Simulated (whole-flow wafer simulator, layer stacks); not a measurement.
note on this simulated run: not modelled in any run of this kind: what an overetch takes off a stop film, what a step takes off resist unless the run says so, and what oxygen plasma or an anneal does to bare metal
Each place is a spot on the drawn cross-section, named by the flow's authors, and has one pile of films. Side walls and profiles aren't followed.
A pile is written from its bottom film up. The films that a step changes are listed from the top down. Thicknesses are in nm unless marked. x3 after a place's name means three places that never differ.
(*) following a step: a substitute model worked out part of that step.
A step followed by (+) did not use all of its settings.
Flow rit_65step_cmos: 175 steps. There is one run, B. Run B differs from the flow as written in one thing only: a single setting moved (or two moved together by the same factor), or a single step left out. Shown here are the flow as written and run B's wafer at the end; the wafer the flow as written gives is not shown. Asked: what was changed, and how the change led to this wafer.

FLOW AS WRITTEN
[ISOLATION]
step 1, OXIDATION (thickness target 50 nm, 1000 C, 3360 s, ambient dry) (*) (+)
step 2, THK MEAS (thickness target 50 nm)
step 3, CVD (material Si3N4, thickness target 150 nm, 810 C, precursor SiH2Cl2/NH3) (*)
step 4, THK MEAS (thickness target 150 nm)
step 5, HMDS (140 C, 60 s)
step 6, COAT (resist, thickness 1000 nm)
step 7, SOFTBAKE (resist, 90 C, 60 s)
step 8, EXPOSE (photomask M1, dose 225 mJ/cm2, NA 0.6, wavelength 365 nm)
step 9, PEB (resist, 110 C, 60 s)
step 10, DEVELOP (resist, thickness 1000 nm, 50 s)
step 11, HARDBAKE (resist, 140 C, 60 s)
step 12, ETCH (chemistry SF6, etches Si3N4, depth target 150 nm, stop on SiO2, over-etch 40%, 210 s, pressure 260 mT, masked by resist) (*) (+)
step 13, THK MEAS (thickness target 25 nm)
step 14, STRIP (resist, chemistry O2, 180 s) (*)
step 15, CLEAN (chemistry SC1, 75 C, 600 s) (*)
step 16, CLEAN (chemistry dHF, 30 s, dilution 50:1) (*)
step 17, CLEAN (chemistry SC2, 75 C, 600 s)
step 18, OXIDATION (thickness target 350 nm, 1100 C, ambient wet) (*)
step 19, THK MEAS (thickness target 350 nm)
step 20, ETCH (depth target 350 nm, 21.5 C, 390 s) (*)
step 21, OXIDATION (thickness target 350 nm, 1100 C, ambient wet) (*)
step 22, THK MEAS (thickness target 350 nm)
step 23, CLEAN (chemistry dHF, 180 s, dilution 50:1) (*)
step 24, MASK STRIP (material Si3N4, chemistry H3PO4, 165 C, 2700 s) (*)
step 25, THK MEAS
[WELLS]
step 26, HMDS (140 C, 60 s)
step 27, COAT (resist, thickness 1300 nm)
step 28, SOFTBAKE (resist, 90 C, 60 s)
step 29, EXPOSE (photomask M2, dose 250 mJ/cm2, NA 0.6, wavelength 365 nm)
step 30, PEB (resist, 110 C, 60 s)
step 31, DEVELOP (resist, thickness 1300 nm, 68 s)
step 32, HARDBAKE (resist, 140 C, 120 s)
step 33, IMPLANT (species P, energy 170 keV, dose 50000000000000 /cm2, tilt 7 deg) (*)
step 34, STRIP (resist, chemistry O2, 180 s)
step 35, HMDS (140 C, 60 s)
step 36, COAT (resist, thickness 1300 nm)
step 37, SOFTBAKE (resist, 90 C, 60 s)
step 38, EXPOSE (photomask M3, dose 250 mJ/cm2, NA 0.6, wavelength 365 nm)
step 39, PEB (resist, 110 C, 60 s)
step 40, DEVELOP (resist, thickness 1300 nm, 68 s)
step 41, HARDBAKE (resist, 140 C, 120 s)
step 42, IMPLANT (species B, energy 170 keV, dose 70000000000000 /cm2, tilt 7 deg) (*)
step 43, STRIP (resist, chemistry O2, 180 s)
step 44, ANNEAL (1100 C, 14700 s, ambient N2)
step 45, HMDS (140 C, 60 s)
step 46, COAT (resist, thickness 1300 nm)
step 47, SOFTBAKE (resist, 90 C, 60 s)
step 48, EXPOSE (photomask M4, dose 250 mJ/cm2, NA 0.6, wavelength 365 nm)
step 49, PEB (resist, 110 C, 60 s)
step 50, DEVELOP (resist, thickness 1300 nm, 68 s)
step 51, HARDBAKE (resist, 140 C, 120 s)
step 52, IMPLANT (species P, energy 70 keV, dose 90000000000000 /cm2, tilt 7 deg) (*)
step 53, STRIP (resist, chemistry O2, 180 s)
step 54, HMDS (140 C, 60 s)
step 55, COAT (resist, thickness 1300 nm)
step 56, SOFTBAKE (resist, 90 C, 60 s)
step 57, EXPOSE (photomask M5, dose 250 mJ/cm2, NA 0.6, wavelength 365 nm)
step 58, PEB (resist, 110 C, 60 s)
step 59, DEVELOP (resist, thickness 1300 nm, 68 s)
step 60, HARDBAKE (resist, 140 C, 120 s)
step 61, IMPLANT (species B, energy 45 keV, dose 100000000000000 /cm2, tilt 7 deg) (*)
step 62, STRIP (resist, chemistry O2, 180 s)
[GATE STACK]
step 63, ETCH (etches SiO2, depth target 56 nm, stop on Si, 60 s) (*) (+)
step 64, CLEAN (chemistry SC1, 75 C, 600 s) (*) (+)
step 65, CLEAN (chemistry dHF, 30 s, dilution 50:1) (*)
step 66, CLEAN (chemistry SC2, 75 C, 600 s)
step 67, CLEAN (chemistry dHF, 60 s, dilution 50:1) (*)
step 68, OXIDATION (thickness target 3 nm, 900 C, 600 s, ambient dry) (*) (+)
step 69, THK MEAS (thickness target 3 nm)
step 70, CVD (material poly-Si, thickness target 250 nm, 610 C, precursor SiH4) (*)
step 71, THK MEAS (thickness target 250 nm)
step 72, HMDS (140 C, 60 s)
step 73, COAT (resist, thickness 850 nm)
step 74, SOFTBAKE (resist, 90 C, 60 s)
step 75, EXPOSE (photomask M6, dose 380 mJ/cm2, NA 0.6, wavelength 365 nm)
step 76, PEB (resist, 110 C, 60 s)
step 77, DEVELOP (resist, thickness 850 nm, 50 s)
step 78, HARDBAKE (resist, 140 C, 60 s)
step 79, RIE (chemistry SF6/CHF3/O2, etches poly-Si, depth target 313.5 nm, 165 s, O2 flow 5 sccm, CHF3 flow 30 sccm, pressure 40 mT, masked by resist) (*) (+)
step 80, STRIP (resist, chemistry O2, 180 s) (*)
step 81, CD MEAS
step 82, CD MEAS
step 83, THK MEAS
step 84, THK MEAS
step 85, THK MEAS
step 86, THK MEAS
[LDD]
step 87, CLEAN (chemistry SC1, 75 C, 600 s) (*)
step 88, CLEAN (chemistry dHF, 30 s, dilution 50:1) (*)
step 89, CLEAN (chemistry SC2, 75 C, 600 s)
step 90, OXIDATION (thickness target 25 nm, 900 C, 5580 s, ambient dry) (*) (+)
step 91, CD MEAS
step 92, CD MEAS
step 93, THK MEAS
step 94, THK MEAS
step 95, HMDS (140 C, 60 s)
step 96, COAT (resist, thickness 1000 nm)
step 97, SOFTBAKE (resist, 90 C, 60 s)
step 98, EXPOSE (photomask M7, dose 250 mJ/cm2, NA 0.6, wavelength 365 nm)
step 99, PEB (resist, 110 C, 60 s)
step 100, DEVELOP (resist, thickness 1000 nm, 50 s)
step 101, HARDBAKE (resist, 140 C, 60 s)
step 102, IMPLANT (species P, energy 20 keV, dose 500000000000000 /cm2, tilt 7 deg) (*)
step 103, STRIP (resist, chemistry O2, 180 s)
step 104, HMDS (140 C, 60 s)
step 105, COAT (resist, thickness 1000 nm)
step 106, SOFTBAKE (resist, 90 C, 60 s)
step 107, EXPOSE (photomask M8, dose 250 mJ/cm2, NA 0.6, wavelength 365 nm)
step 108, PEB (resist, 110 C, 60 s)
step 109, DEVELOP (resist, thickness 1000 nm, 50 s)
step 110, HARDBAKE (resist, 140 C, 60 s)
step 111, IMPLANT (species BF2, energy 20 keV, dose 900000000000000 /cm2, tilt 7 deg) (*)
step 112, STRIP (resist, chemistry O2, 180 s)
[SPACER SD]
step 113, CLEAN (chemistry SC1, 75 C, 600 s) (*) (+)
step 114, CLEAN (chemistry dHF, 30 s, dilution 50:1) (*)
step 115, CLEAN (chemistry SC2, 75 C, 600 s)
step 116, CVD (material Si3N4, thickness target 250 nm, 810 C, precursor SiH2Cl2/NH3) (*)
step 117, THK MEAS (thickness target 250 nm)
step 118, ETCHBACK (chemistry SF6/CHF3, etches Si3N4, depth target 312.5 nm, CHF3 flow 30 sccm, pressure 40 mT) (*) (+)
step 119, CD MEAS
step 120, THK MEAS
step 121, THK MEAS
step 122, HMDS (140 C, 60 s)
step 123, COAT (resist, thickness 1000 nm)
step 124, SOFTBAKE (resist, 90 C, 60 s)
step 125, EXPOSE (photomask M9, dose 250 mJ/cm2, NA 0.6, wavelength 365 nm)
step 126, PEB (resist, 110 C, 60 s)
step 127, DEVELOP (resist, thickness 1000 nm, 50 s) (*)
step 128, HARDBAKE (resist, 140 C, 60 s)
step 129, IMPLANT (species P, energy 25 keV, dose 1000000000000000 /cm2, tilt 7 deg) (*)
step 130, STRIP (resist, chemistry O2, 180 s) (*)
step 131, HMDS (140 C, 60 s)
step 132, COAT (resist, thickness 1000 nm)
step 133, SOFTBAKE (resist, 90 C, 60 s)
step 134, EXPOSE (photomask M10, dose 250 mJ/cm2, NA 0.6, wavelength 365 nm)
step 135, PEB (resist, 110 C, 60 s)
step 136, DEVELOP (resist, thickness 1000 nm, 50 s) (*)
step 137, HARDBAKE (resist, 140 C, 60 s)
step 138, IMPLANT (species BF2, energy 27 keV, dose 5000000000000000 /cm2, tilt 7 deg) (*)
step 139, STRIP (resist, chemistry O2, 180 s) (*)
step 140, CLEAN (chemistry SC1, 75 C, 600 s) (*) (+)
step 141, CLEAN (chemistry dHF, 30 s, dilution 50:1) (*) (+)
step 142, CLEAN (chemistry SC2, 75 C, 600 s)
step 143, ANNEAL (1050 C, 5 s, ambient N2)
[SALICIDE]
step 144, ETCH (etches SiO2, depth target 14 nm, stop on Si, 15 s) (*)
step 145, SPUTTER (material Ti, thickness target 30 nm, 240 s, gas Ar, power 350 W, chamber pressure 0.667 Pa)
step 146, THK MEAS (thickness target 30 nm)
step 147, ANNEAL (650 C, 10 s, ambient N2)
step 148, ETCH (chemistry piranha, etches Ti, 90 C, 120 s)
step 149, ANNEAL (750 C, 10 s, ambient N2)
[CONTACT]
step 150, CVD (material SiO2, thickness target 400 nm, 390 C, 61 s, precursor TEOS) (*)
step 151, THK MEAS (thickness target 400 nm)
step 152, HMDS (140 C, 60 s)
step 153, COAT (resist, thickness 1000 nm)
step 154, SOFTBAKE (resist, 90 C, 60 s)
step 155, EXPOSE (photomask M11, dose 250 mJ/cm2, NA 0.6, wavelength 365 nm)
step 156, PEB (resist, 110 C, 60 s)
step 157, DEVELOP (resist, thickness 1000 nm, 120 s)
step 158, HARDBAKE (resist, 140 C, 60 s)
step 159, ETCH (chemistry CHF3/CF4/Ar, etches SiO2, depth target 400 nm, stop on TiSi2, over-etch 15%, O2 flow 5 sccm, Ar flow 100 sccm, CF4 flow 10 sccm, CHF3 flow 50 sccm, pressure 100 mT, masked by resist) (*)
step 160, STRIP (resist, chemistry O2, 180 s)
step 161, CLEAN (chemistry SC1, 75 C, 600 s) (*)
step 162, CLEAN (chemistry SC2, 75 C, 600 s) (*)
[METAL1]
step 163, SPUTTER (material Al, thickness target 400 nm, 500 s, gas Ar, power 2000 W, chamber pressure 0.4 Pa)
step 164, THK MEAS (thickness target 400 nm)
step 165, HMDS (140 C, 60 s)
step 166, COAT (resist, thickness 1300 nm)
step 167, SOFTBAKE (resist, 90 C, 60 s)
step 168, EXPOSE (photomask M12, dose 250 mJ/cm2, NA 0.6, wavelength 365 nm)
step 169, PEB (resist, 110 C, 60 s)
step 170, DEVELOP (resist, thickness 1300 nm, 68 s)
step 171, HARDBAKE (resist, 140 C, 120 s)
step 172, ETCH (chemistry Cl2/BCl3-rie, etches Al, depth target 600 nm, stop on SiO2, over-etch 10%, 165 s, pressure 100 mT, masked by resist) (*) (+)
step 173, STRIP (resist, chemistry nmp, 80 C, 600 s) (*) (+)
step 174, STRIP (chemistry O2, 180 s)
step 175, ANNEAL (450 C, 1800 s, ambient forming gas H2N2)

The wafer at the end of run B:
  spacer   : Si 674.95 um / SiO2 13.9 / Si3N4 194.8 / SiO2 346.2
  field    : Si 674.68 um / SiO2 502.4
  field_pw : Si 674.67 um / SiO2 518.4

What caused this: step 163, SPUTTER: thickness target 262 nm was run, whereas the flow has thickness target 400 nm; step 163, SPUTTER: 328 s was run, where the flow has 500 s.

How this came from the change, step by step:
  step 163, SPUTTER (material Al, thickness target 400 nm, 500 s, gas Ar, power 2000 W, chamber pressure 0.4 Pa)
      field, field_p, spacer, spacer_p: +262 Al (new film) (as written it would have been: +400 Al (new film))
      gate_n, gate_p: +262 Al (new film) (as written it would have been: +396 Al (new film))
      (and at 2 other places as well)
  step 172, ETCH (chemistry Cl2/BCl3-rie, etches Al, depth target 600 nm, stop on SiO2, over-etch 10%, 165 s, pressure 100 mT, masked by resist) (*) (+)
      field, field_p, spacer, spacer_p: -262 Al (all of it), -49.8 SiO2 (as written it would have been: -400 Al (all of it), -32.5 SiO2)
      gate_n, gate_p: -262 Al (all of it), -49.8 SiO2 (as written it would have been: -396 Al (all of it), -33 SiO2)
      (and at 2 other places as well)
